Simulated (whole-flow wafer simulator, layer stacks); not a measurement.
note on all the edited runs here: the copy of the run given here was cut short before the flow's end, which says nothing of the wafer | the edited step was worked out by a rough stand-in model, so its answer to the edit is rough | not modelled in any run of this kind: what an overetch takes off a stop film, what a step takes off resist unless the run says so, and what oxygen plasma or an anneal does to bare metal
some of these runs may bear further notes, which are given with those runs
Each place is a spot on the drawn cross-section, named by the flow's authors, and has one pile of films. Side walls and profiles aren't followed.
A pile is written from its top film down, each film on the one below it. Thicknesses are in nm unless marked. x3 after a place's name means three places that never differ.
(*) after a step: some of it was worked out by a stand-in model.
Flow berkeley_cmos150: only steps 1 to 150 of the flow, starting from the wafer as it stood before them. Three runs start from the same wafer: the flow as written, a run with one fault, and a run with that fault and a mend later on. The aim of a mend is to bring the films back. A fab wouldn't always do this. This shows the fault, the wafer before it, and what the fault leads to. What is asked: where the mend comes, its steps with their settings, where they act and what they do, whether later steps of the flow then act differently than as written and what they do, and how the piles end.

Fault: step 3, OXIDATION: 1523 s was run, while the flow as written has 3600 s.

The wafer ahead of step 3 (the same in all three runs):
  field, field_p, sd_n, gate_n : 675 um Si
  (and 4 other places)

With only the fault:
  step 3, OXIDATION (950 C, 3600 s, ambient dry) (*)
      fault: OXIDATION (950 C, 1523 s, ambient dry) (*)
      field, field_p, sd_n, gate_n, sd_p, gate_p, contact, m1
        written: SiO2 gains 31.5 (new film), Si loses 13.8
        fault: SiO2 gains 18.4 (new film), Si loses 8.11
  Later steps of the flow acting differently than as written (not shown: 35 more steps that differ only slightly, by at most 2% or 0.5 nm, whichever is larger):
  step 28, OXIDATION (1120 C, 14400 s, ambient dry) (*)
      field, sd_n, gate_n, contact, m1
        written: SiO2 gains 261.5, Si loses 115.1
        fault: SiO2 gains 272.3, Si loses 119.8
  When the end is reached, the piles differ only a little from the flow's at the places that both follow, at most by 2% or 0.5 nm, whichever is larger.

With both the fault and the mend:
  The mend stands after step 4.
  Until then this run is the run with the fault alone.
  step 4a, OXIDATION (950 C, 1909 s, ambient dry) (*) (the flow's step 3, run once more with other settings)
      field, field_p, sd_n, gate_n, sd_p, gate_p, contact, m1
        SiO2 gains 13.2, Si loses 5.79
  None of the later steps of the flow differs from how it acts as written, at any place that is followed, by more than 2% or 0.5 nm, whichever is larger.
  The piles end the same as the flow's at every place that both follow.
